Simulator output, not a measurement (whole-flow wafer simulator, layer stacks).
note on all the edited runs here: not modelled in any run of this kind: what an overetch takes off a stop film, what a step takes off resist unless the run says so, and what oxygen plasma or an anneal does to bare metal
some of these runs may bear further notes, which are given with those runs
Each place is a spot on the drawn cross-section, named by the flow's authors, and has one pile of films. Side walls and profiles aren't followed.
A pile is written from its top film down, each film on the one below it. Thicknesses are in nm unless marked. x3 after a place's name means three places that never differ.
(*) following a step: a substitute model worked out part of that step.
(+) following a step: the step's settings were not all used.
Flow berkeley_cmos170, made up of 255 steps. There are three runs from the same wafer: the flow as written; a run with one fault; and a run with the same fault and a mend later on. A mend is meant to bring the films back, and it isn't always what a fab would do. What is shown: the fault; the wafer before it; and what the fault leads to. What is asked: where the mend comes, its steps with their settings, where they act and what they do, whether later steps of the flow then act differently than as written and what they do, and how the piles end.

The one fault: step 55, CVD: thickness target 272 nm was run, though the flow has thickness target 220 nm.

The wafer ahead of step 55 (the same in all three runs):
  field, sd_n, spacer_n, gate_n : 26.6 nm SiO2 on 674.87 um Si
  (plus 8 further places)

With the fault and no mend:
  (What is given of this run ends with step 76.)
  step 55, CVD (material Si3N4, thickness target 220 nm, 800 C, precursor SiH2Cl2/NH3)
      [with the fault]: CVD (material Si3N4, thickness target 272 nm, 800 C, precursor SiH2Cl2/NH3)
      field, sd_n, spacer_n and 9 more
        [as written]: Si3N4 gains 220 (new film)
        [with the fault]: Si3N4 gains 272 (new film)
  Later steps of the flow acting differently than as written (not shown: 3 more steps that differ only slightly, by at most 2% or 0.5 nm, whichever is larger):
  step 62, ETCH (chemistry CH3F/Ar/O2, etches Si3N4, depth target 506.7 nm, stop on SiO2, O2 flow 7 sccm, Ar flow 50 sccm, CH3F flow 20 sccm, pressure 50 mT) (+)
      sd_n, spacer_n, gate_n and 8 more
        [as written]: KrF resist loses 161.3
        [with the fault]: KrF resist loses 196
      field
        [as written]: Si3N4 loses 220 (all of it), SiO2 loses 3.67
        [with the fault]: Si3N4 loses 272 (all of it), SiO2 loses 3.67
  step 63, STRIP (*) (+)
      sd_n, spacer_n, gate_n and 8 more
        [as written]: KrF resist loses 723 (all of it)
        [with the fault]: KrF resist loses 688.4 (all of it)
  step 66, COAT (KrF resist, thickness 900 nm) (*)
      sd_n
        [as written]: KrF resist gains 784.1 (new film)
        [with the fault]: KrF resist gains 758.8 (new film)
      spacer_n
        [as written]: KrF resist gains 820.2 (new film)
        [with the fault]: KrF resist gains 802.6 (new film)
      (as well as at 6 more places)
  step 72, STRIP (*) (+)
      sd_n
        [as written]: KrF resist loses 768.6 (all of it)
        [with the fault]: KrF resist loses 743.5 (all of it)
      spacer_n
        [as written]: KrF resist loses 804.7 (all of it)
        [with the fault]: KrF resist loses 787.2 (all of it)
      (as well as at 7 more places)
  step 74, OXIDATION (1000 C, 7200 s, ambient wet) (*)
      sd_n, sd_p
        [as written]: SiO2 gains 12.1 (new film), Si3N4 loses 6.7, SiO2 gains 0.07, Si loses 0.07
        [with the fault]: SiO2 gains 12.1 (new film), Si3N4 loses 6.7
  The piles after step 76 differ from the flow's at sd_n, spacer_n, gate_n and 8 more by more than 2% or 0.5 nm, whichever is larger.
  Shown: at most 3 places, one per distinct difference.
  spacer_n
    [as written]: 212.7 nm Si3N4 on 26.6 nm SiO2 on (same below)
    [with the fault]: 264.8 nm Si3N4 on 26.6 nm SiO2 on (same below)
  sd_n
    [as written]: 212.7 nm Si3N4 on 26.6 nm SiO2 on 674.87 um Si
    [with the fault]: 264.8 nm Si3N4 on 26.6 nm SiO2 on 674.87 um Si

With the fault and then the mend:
  After step 55 comes the mend.
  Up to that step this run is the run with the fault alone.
  step 55a, ETCH (chemistry h3po4, depth target 52 nm)
      field, sd_n, spacer_n and 9 more
        Si3N4 loses 52
  Later steps of the flow that are run all act as written at every place that is followed.
  At every place that both follow, the piles at the end match the flow's.
